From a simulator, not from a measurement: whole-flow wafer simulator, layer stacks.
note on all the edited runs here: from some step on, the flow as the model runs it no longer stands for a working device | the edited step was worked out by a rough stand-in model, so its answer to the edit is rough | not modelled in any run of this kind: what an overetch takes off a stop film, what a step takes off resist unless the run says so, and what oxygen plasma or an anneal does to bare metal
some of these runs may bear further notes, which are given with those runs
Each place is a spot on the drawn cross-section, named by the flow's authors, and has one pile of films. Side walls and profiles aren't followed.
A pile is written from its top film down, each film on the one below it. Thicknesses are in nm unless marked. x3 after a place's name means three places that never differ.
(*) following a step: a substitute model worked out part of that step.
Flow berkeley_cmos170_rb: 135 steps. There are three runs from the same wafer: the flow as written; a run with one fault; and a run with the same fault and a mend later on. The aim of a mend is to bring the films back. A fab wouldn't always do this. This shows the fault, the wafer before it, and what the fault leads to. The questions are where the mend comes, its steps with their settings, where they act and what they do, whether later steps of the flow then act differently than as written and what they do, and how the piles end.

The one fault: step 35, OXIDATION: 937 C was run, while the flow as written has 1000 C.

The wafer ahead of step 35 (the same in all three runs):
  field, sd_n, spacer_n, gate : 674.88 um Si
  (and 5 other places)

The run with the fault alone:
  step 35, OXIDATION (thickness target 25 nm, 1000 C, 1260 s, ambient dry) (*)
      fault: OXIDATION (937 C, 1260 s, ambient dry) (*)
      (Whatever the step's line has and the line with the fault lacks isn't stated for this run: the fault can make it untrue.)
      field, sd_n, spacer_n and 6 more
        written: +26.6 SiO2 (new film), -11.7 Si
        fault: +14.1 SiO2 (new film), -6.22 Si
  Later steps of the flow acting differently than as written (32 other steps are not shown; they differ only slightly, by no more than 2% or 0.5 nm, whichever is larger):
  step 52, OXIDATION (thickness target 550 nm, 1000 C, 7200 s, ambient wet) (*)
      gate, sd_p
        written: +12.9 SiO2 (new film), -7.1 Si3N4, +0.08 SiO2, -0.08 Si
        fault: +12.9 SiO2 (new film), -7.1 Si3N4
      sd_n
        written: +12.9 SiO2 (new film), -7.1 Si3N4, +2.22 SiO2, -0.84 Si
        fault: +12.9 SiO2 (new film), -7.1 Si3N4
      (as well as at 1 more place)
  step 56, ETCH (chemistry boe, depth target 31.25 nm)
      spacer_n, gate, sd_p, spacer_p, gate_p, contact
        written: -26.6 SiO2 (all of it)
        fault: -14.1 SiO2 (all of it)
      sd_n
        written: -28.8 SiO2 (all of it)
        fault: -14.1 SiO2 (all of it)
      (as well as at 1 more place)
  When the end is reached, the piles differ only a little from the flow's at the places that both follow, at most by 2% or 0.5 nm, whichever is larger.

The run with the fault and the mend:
  After step 36 comes the mend.
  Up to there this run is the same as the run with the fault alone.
  step 36a, OXIDATION (1000 C, 739 s, ambient dry) (*) (the flow's step 35, run once more with other settings)
      field, sd_n, spacer_n and 6 more
        +12.4 SiO2, -5.47 Si
  None of the later steps of the flow differs from how it acts as written, at any place that is followed, by more than 2% or 0.5 nm, whichever is larger.
  The piles end the same as the flow's at every place that both follow.
